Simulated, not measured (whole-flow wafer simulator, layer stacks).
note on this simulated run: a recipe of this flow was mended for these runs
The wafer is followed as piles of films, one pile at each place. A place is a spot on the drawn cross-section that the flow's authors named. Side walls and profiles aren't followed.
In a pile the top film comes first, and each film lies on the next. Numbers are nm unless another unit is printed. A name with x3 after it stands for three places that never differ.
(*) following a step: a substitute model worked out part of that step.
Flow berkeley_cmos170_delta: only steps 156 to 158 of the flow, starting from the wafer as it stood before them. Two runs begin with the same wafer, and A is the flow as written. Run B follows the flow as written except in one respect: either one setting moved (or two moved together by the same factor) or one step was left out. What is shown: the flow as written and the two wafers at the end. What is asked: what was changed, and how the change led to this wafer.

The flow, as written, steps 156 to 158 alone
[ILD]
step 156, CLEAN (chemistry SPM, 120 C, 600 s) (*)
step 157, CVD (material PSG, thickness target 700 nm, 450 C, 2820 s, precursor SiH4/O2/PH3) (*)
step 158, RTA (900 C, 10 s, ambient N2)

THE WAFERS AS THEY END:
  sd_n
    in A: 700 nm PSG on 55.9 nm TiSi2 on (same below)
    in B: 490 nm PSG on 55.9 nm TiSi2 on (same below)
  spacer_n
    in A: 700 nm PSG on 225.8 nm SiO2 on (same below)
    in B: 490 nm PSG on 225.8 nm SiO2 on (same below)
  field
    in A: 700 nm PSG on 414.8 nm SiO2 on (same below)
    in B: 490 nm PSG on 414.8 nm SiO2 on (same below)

What caused this: step 157, CVD: thickness target 490 nm was run, while the flow as written has thickness target 700 nm; step 157, CVD: 1974 s was run, where the flow has 2820 s.
The wafer lets one read it off: sd_n has PSG 490, and step 157 as written asks for 700 nm.

How this came from the change, step by step:
  step 157, CVD (material PSG, thickness target 700 nm, 450 C, 2820 s, precursor SiH4/O2/PH3) (*)
      field, sd_n, spacer_n, gate, spacer_p, gate_p, contact x2: A PSG gains 700 (new film) | B PSG gains 490 (new film)
      sd_p: A PSG gains 659.7 (new film) | B PSG gains 464.5 (new film)
